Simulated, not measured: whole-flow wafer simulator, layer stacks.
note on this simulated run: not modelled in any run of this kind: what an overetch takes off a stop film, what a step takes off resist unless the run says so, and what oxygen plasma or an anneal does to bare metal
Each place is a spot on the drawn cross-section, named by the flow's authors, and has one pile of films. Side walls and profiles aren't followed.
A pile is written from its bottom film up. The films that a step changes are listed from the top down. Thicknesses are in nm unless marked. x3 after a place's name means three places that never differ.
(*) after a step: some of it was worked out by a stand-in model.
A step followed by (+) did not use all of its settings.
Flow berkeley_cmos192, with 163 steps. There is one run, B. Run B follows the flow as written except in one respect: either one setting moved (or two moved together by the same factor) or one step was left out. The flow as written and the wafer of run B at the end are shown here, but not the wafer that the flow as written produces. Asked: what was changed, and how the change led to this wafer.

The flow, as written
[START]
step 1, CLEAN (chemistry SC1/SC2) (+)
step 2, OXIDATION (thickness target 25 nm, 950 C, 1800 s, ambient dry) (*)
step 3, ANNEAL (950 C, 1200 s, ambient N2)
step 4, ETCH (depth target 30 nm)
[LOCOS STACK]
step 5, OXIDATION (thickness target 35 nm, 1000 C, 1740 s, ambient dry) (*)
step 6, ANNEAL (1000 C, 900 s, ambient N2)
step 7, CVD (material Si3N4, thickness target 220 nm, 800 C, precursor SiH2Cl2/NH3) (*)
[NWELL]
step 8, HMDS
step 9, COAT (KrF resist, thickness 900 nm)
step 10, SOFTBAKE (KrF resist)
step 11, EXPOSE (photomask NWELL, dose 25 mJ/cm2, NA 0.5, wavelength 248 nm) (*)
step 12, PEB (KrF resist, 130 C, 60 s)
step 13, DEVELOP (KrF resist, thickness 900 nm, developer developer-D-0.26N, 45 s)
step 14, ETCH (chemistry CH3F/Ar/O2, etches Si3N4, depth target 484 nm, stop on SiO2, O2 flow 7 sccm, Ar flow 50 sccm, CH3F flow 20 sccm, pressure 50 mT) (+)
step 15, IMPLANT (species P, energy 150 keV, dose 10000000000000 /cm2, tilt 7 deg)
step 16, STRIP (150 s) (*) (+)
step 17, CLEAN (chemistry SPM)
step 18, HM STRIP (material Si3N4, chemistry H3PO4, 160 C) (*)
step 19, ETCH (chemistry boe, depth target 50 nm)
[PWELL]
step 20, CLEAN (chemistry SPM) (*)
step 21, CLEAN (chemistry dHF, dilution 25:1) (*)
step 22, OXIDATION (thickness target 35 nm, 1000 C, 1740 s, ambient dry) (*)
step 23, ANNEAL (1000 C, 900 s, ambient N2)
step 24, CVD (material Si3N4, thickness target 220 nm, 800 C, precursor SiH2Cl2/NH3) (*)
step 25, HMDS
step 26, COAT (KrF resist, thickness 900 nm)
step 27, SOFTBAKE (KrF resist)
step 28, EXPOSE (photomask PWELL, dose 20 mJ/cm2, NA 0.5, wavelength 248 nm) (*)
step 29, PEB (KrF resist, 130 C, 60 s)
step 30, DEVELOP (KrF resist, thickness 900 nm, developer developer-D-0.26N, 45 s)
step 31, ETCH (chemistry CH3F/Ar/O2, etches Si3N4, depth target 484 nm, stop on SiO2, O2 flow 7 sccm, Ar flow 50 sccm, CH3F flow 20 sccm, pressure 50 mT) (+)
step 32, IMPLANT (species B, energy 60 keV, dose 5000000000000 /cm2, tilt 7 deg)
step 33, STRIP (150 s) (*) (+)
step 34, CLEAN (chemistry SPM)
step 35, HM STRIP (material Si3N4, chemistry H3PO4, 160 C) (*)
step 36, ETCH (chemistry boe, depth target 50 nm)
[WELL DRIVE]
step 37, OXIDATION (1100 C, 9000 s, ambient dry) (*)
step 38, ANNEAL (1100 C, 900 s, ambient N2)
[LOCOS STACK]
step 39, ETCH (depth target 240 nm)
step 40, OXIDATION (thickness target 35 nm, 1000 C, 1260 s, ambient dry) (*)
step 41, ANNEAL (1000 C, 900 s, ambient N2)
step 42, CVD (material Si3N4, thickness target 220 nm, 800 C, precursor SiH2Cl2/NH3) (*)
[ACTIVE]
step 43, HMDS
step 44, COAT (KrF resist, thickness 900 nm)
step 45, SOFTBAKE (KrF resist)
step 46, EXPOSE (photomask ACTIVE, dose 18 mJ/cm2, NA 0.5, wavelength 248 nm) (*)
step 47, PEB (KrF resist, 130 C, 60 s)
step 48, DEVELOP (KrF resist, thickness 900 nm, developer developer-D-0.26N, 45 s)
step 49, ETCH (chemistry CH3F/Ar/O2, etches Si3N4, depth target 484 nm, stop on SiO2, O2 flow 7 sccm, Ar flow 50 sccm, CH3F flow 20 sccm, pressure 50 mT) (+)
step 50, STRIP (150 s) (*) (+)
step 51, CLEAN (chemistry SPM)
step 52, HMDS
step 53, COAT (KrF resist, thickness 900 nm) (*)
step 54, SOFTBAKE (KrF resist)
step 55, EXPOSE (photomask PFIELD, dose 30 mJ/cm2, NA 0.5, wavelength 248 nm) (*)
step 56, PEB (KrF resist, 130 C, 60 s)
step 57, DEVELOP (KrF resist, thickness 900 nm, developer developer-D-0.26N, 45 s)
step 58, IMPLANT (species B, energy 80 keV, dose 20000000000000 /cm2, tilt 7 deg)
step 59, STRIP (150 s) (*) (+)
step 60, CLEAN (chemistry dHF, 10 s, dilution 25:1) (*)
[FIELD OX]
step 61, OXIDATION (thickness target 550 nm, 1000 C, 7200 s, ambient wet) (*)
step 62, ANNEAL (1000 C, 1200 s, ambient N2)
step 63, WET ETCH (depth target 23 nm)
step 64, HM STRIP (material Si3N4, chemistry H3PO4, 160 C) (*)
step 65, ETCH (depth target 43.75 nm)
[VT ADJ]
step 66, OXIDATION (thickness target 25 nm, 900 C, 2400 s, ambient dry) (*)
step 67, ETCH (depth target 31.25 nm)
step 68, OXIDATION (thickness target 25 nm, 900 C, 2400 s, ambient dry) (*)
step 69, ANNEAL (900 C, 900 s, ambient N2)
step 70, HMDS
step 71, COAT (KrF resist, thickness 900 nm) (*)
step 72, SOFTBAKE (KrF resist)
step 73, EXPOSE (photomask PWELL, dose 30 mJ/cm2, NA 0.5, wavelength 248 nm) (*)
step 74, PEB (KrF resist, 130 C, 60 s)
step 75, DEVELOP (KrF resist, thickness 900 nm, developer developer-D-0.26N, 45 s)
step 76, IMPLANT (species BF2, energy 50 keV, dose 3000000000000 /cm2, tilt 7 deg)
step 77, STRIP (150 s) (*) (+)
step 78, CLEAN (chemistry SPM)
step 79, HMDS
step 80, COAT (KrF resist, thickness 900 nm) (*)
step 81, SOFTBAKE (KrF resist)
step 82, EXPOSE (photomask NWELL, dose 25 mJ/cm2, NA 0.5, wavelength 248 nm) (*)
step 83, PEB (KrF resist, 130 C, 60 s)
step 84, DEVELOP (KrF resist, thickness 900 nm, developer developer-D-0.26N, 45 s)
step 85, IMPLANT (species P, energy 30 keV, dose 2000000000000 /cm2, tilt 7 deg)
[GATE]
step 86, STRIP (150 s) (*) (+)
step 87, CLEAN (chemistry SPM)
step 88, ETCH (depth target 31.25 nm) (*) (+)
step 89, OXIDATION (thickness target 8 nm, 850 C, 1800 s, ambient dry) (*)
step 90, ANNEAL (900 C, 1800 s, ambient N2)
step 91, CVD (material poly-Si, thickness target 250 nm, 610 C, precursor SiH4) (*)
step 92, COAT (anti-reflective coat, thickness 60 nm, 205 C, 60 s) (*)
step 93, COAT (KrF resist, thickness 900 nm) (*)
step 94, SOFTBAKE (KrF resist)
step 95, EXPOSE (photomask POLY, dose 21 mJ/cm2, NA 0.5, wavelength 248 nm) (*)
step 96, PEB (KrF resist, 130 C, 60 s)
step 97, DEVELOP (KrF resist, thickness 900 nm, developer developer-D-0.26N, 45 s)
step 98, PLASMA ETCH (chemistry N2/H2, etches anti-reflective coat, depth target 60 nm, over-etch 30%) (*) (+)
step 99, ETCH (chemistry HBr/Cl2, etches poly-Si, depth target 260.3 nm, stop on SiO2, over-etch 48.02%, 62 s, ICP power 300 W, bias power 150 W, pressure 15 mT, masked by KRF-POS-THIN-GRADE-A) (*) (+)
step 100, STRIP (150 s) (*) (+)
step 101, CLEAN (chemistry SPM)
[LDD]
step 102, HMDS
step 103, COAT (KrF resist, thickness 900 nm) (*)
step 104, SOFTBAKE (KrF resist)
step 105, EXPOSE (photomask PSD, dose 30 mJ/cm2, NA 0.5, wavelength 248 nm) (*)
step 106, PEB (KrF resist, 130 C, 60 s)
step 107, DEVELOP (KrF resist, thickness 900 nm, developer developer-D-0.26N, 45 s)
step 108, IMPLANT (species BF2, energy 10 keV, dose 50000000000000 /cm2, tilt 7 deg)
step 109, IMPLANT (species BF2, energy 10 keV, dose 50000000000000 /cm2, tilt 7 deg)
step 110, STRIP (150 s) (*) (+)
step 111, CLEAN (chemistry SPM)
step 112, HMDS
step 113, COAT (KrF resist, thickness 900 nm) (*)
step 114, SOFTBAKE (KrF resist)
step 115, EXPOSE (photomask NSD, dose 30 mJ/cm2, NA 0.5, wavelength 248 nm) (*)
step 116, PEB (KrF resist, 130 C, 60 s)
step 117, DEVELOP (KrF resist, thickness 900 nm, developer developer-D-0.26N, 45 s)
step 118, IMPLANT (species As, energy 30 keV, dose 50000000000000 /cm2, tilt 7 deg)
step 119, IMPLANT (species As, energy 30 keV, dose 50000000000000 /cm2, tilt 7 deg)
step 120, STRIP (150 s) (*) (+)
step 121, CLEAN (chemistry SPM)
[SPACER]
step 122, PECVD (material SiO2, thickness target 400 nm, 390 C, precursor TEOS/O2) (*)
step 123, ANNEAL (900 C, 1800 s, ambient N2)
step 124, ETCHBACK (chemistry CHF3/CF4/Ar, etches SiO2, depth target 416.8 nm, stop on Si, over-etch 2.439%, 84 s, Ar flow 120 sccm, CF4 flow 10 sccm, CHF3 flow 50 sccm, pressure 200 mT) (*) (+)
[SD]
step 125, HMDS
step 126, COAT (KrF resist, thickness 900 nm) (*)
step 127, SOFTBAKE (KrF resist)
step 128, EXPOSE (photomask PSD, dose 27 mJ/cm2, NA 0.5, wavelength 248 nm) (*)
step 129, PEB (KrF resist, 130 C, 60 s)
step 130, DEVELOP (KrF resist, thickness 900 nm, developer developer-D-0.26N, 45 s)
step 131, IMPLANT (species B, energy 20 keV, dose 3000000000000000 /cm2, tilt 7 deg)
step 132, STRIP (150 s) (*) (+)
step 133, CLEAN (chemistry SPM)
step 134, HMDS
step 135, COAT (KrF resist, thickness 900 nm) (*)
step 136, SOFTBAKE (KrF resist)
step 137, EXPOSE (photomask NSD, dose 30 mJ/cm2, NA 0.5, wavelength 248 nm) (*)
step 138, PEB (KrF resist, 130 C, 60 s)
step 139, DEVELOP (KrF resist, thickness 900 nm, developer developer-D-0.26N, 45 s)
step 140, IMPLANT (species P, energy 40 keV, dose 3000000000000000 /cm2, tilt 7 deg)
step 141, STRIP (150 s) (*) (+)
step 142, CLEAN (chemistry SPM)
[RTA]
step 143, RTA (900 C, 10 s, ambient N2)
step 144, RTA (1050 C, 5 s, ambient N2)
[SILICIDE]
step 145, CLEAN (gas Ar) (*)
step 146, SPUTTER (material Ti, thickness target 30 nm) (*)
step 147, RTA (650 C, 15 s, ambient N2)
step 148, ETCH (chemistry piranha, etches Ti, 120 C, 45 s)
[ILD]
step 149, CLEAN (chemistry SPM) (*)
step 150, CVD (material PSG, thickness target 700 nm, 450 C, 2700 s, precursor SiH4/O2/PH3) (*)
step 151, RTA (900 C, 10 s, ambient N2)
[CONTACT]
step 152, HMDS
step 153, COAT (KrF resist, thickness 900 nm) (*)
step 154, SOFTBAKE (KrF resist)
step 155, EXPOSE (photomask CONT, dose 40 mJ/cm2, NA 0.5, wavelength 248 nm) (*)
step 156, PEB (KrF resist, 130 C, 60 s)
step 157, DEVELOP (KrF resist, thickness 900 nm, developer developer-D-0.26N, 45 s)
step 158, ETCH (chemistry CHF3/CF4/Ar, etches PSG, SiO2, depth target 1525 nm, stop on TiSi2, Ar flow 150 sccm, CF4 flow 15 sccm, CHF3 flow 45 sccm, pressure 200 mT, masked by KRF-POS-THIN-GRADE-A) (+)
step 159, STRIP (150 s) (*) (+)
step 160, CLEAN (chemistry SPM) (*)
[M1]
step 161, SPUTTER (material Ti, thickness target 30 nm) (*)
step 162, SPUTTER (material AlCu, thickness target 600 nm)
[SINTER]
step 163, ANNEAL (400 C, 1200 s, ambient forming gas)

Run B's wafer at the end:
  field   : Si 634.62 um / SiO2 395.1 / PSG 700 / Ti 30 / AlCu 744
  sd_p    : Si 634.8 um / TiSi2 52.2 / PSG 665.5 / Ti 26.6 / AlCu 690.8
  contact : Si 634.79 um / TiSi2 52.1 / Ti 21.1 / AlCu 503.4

Cause: step 162, SPUTTER: thickness target 744 nm was run, whereas the flow has thickness target 600 nm.
The wafer lets one read it off: field has AlCu 744, and step 162 as written asks for 600 nm.

Step by step, how the change led to this:
  step 162, SPUTTER (material AlCu, thickness target 600 nm)
      field, sd_n, spacer_n, gate, spacer_p, gate_p, m1: +744 AlCu (new film) (it would be, as written: +600 AlCu (new film))
      sd_p: +690.8 AlCu (new film) (it would be, as written: +551.2 AlCu (new film))
      (as well as at 1 more place)
